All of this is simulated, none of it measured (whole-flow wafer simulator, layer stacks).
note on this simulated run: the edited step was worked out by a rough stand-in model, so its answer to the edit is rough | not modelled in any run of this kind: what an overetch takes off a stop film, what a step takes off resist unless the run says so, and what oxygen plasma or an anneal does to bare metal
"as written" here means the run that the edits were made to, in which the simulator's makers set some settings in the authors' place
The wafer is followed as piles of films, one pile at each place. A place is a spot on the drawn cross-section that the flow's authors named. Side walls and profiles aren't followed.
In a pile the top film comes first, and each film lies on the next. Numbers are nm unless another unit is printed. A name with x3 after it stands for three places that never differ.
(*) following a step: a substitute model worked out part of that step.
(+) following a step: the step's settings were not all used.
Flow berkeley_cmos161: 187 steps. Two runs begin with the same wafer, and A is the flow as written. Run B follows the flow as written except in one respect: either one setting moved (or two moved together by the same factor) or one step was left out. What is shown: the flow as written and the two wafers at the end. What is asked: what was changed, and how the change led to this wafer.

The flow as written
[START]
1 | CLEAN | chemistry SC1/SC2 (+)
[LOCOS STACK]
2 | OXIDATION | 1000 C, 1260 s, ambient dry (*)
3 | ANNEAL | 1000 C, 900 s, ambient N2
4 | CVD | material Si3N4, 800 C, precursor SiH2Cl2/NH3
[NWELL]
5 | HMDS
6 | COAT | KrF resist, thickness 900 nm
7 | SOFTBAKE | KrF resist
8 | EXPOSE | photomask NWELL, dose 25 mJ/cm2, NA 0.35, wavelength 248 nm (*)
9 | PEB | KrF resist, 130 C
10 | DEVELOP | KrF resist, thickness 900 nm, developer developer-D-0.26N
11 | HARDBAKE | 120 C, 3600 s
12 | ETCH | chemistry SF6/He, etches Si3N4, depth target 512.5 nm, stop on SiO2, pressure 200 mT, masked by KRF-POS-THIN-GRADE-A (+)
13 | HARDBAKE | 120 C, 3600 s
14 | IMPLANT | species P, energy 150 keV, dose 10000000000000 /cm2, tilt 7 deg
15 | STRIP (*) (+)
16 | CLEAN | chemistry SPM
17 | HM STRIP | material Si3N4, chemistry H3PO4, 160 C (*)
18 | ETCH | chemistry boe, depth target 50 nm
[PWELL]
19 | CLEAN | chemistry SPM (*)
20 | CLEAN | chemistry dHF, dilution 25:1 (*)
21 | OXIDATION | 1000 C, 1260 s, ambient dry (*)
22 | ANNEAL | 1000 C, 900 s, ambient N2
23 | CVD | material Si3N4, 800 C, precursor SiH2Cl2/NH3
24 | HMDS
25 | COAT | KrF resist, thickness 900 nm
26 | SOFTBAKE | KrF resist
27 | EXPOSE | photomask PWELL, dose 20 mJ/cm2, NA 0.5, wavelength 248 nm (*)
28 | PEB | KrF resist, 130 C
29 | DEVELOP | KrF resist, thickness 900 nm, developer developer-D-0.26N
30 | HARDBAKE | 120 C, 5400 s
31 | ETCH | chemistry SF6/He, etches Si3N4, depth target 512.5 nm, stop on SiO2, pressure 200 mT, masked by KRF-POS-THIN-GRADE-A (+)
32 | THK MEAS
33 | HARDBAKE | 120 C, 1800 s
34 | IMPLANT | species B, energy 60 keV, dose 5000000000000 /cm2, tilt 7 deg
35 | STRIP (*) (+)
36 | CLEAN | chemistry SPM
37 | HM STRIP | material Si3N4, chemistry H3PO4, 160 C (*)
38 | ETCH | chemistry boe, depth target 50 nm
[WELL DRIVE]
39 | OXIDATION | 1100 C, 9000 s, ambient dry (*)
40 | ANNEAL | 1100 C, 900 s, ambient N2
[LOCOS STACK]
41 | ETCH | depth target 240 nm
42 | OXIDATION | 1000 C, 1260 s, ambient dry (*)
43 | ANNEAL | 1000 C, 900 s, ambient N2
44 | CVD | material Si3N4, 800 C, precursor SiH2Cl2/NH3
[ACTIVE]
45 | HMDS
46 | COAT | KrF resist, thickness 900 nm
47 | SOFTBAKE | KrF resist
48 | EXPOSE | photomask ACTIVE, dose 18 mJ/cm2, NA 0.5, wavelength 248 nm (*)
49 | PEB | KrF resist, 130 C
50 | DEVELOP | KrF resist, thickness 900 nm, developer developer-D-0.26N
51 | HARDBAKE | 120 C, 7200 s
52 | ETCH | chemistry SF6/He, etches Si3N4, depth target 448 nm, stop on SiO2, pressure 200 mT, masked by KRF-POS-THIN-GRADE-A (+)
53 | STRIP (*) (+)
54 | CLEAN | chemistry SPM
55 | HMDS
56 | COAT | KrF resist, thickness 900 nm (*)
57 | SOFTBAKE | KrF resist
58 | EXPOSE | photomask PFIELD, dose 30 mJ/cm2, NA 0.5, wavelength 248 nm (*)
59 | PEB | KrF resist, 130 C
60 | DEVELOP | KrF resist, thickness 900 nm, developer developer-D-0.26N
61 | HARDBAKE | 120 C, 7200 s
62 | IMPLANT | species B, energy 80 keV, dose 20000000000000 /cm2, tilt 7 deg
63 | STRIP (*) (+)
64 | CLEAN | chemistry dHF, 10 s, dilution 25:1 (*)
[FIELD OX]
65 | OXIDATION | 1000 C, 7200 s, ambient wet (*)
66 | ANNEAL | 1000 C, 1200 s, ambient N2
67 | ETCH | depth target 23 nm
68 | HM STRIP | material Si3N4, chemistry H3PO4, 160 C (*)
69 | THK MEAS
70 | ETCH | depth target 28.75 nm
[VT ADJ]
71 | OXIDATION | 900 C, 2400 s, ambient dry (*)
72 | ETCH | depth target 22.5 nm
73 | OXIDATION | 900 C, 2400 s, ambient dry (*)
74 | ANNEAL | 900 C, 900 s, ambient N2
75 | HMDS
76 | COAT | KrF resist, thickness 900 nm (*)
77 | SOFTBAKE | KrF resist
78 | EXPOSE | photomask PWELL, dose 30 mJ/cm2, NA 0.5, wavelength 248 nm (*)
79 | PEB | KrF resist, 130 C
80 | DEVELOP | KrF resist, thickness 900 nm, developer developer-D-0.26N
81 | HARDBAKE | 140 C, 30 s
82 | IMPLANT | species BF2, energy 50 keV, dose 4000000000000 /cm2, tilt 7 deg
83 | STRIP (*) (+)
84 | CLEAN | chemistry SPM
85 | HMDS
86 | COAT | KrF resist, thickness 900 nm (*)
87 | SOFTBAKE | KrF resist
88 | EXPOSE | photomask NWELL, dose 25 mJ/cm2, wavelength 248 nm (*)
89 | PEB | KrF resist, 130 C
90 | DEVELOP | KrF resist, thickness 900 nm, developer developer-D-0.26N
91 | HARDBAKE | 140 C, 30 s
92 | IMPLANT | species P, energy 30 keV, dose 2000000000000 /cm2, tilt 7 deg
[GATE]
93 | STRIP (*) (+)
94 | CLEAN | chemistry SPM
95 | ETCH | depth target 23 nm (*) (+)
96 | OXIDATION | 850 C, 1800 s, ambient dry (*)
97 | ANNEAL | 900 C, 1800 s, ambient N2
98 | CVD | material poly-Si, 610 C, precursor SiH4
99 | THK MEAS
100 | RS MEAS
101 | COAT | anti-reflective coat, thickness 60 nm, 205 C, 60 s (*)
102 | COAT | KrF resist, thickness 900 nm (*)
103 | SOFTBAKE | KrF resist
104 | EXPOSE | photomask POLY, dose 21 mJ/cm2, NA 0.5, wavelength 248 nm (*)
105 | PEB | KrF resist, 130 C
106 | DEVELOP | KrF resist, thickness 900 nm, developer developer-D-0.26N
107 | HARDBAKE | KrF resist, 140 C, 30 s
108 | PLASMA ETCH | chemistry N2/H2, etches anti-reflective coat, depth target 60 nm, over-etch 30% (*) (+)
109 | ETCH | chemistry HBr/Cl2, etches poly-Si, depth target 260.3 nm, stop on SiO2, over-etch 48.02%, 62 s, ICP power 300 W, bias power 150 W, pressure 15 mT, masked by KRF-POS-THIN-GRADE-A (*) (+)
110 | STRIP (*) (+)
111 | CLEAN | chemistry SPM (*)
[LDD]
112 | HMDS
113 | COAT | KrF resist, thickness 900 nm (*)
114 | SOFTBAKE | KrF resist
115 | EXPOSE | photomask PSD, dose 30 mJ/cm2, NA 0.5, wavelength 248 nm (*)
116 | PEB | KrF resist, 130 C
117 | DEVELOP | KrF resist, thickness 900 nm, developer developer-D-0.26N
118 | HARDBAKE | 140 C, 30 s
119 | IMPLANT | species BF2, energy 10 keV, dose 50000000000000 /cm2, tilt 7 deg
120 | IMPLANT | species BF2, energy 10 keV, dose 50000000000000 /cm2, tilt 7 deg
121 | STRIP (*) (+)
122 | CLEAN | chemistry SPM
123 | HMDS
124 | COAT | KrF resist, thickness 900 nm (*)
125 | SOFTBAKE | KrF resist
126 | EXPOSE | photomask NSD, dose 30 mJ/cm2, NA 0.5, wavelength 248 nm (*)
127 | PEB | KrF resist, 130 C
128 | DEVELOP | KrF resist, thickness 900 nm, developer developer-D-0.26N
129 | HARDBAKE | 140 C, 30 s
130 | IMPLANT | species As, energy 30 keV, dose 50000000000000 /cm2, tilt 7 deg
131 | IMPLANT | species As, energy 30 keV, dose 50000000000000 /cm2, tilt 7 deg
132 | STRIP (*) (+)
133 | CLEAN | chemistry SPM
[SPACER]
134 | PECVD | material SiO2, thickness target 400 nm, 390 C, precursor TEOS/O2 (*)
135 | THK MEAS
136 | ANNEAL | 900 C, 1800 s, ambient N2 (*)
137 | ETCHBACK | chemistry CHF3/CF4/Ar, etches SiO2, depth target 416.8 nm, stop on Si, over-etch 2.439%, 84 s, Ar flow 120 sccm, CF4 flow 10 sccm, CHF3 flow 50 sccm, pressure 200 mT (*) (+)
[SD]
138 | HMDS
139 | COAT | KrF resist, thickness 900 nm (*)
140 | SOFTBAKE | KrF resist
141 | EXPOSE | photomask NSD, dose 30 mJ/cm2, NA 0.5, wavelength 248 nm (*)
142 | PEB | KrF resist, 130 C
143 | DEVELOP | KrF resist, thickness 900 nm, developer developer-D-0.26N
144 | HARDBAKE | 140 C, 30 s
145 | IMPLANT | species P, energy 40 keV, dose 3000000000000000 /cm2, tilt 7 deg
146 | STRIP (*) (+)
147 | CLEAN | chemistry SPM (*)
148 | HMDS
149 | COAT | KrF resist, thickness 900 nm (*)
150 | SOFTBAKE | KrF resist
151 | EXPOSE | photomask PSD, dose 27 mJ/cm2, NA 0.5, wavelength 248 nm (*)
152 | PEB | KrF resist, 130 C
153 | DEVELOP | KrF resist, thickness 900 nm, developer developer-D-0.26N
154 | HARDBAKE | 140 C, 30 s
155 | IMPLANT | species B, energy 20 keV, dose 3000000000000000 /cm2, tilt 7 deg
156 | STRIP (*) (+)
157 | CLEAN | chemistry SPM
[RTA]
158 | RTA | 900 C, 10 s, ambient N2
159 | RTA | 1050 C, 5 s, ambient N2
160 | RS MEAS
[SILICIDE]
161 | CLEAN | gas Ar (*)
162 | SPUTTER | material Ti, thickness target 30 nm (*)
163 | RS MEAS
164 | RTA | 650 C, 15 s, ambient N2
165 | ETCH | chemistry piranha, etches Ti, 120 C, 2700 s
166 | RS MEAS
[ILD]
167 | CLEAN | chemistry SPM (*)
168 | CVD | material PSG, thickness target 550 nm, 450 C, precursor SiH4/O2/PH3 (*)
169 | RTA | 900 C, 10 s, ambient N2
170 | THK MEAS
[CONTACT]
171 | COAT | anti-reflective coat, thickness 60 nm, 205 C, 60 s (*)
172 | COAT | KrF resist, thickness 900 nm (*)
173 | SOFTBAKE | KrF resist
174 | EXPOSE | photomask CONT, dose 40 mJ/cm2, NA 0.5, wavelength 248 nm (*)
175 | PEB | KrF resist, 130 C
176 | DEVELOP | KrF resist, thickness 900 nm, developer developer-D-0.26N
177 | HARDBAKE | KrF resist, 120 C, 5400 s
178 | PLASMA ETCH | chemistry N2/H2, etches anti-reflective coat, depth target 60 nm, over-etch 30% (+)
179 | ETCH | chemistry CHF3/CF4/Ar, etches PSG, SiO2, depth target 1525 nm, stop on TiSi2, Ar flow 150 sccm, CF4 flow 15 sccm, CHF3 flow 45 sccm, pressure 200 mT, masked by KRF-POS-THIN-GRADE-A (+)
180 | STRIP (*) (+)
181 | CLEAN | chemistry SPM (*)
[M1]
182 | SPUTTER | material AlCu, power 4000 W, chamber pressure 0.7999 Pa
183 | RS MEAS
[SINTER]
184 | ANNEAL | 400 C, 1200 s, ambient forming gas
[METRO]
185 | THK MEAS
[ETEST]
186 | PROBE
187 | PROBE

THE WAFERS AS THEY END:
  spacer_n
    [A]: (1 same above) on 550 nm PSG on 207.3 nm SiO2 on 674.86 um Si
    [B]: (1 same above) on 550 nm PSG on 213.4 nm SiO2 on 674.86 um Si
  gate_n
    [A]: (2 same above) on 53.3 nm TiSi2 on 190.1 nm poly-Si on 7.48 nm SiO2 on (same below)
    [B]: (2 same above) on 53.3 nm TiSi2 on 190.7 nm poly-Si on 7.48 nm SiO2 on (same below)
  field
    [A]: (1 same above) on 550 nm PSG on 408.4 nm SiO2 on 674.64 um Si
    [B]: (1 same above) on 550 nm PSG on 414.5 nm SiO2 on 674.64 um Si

What caused this: step 136, ANNEAL: 765 C was run, while the flow as written has 900 C.

How this came from the change, step by step:
  136 | ANNEAL | 900 C, 1800 s, ambient N2 (*)
      field, sd_n, gate_n, gate_p, contact, m1: A -18 SiO2 | B -11.9 SiO2
      spacer_n, sd_p, spacer_p: A -17.3 SiO2 | B -11.4 SiO2
  137 | ETCHBACK | chemistry CHF3/CF4/Ar, etches SiO2, depth target 416.8 nm, stop on Si, over-etch 2.439%, 84 s, Ar flow 120 sccm, CF4 flow 10 sccm, CHF3 flow 50 sccm, pressure 200 mT (*) (+)
      gate_n, gate_p: A -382 SiO2 (all of it), -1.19 chemical SiO2 (all of it), -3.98 poly-Si | B -388.1 SiO2 (all of it), -1.19 chemical SiO2 (all of it), -3.43 poly-Si
  171 | COAT | anti-reflective coat, thickness 60 nm, 205 C, 60 s (*)
      sd_n: A +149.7 anti-reflective coat (new film) | B +154.7 anti-reflective coat (new film)
      spacer_n: A +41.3 anti-reflective coat (new film) | B +40.2 anti-reflective coat (new film)
      (also at 3 further places)
  180 | STRIP (*) (+)
      sd_n: A -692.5 KrF resist (all of it), -149.7 anti-reflective coat (all of it) | B -691.4 KrF resist (all of it), -154.7 anti-reflective coat (all of it)
      spacer_n: A -635.2 KrF resist (all of it), -41.3 anti-reflective coat (all of it) | B -635.1 KrF resist (all of it), -40.2 anti-reflective coat (all of it)
      (also at 3 further places)
